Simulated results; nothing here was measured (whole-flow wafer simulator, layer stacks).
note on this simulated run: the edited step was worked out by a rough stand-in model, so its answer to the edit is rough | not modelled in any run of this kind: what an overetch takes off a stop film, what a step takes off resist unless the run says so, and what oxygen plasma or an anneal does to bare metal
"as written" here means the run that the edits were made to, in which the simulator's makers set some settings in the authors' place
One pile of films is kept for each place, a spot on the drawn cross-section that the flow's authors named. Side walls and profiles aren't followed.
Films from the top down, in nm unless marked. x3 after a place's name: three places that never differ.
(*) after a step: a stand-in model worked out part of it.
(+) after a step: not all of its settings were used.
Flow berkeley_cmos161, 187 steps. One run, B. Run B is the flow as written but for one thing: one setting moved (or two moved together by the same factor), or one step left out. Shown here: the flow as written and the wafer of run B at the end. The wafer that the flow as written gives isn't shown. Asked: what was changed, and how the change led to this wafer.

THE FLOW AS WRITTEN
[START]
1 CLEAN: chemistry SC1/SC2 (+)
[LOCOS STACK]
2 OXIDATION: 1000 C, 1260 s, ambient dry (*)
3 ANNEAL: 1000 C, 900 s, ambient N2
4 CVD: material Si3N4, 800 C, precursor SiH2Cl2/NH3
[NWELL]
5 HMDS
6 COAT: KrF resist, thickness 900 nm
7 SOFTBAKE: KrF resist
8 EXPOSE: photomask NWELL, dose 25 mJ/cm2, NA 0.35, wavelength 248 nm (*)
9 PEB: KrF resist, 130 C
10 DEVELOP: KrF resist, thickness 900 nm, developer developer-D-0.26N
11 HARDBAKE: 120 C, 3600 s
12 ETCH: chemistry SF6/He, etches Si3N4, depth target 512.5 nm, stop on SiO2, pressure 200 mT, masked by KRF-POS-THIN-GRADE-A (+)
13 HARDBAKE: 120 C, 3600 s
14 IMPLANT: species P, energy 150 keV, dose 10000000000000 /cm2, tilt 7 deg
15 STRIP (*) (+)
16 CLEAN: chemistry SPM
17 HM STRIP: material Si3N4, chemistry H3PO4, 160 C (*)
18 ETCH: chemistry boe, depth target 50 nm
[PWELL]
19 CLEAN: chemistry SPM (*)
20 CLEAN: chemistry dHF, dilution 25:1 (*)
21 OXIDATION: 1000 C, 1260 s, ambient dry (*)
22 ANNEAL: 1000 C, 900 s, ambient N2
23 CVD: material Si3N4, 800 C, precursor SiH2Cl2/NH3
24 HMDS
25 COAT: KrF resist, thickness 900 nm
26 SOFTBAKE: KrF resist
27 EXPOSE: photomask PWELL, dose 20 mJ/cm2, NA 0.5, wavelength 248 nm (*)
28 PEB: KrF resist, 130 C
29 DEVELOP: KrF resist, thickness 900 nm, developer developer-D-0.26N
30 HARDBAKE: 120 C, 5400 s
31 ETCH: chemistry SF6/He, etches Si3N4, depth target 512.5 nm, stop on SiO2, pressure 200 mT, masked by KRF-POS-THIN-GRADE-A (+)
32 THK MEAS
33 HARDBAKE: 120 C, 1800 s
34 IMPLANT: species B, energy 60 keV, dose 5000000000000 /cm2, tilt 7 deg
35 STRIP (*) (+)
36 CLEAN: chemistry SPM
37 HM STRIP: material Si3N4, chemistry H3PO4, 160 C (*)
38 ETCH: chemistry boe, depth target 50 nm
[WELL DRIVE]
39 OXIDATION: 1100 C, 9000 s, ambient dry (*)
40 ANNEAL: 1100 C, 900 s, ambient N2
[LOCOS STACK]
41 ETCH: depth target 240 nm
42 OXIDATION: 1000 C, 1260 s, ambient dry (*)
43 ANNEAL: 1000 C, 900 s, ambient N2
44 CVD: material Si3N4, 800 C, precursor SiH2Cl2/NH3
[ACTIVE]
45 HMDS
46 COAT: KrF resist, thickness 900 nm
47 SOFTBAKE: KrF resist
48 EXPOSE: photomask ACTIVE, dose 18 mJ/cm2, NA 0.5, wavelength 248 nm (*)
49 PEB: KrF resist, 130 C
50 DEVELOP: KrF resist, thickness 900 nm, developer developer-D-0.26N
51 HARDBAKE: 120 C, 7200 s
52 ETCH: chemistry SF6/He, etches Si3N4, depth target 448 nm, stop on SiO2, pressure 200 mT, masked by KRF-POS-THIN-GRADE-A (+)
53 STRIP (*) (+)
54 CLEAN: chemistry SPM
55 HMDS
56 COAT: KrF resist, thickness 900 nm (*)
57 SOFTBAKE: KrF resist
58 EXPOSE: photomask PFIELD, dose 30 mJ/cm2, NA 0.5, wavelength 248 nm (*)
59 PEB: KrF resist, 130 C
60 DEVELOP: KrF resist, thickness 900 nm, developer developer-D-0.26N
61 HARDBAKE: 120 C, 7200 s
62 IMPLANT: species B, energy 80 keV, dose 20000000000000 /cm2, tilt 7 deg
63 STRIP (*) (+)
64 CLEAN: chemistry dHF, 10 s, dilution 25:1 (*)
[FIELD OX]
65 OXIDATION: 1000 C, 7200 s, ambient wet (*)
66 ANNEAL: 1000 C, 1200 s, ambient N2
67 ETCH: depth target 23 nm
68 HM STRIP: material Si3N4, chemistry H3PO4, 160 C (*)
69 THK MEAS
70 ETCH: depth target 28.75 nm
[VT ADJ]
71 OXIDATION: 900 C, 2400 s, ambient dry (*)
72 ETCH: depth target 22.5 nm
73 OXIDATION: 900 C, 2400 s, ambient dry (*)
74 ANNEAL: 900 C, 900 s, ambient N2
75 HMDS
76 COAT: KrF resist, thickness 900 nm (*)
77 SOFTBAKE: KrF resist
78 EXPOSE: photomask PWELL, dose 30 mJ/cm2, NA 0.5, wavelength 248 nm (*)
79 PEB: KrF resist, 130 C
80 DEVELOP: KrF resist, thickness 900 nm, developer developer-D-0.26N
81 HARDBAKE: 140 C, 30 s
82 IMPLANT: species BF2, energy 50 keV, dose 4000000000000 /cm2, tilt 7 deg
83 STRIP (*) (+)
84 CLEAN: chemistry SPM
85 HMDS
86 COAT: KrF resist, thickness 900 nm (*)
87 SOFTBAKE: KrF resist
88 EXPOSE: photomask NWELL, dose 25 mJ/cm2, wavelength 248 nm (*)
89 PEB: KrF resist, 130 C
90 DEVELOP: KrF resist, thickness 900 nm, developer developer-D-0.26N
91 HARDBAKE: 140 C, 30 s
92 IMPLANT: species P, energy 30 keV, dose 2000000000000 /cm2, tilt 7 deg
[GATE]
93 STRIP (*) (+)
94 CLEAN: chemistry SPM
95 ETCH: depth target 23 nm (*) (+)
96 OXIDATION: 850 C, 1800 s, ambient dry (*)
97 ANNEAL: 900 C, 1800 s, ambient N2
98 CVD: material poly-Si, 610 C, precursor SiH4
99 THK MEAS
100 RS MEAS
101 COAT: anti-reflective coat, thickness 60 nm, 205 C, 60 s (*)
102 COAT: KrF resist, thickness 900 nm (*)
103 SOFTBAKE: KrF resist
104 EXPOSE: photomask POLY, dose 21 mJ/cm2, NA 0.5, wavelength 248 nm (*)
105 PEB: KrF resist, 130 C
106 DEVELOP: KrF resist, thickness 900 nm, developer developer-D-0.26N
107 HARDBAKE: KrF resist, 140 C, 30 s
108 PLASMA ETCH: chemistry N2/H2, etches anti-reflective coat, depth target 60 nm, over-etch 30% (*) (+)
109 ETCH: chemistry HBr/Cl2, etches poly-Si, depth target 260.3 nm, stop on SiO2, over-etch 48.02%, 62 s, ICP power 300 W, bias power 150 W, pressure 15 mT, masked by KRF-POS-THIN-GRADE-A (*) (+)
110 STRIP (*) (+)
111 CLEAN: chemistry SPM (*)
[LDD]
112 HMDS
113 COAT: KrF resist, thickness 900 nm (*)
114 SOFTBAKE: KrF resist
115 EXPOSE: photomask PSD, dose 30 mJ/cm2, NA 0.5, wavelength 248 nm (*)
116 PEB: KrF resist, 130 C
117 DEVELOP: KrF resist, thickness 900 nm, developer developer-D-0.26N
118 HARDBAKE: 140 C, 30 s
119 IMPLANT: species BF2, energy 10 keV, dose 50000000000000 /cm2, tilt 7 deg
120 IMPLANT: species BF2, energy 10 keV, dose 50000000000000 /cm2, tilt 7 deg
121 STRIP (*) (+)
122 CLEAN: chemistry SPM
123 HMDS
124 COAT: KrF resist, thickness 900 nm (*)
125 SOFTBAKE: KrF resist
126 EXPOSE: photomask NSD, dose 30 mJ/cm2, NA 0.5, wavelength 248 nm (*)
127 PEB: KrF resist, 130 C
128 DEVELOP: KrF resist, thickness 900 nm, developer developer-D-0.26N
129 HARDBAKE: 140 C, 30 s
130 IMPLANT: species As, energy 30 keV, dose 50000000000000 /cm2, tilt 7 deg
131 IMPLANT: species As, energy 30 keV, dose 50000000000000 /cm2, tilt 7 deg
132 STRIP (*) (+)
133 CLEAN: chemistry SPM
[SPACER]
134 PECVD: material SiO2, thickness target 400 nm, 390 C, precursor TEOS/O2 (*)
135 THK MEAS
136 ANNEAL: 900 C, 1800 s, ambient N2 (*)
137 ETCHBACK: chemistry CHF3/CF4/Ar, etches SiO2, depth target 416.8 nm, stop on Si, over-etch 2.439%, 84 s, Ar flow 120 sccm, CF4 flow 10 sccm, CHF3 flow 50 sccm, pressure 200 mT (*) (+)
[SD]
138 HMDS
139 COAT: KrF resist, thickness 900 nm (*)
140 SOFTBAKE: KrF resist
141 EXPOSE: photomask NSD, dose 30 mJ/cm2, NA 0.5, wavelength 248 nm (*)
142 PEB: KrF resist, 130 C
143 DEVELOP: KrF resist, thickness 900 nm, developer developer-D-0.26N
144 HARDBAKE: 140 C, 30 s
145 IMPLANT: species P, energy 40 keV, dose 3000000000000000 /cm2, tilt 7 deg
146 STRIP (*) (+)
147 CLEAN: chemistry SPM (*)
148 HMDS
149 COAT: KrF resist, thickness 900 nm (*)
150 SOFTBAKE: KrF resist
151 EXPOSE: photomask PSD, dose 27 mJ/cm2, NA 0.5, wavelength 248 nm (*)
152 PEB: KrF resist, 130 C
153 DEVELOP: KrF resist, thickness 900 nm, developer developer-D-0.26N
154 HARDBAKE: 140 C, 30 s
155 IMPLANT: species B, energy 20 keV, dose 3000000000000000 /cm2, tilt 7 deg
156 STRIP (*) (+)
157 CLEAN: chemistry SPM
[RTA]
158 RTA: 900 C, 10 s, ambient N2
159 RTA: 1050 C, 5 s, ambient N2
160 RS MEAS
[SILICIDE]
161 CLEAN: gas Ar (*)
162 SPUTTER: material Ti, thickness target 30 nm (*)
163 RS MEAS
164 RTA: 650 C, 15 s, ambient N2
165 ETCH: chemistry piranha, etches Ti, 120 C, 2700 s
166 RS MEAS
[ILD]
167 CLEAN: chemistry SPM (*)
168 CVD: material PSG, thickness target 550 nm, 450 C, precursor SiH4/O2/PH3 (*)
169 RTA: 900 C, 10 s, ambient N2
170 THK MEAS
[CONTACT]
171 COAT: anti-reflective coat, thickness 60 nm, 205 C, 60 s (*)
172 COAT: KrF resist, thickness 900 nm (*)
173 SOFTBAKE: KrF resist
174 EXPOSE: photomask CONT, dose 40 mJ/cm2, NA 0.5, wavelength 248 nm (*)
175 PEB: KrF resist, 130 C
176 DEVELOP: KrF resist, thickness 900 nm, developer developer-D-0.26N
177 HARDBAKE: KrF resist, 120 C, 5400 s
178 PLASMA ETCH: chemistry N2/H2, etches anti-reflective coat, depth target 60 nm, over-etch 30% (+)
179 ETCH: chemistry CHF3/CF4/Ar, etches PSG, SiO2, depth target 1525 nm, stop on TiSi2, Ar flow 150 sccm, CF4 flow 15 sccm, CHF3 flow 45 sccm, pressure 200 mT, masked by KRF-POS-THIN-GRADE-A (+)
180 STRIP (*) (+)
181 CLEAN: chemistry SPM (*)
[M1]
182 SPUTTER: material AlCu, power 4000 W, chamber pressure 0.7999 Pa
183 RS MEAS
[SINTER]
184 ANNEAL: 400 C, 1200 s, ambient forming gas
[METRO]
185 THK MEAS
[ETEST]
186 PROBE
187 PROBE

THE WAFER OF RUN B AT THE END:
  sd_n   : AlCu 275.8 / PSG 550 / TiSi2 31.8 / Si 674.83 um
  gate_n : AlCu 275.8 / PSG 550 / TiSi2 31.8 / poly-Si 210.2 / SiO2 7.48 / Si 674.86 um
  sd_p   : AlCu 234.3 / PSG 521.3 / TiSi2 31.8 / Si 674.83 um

The cause: step 162, SPUTTER: thickness target 18 nm was run, where the flow has thickness target 30 nm.

How the change led to this, step by step:
  162 SPUTTER: material Ti, thickness target 30 nm (*)
      field, sd_n, spacer_n and 6 more: Ti +18 (new film) (as written it would be: Ti +30 (new film))
  164 RTA: 650 C, 15 s, ambient N2
      sd_n, sd_p, contact, m1: Ti -14, TiSi2 C49 +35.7 (new film), Si -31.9 (as written it would be: Ti -23.4, TiSi first +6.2 (new film), TiSi2 C49 +50.3 (new film), Si -49)
      gate_n, gate_p: Ti -14, TiSi2 C49 +35.7 (new film), poly-Si -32 (as written it would be: Ti -23.4, TiSi first +6.2 (new film), TiSi2 C49 +50.3 (new film), poly-Si -49.2)
  165 ETCH: chemistry piranha, etches Ti, 120 C, 2700 s
      sd_n, gate_n, sd_p, gate_p, contact, m1: Ti -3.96 (all of it), TiSi2 C49 -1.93 (as written it would be: Ti -6.6 (all of it), TiSi first -1.93)
      field, spacer_n, spacer_p: Ti -18 (all of it) (as written it would be: Ti -30 (all of it))
  169 RTA: 900 C, 10 s, ambient N2
      sd_n, sd_p, contact, m1: under 1 film: TiSi2 +31.8 (new film), TiSi2 C49 -33.8 (all of it) (as written it would be: under 1 film: TiSi2 +53.3 (new film), TiSi first -4.27 (all of it), TiSi2 C49 -50.3 (all of it), Si -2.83)
      gate_n, gate_p: under 1 film: TiSi2 +31.8 (new film), TiSi2 C49 -33.8 (all of it) (as written it would be: under 1 film: TiSi2 +53.3 (new film), TiSi first -4.27 (all of it), TiSi2 C49 -50.3 (all of it), poly-Si -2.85)
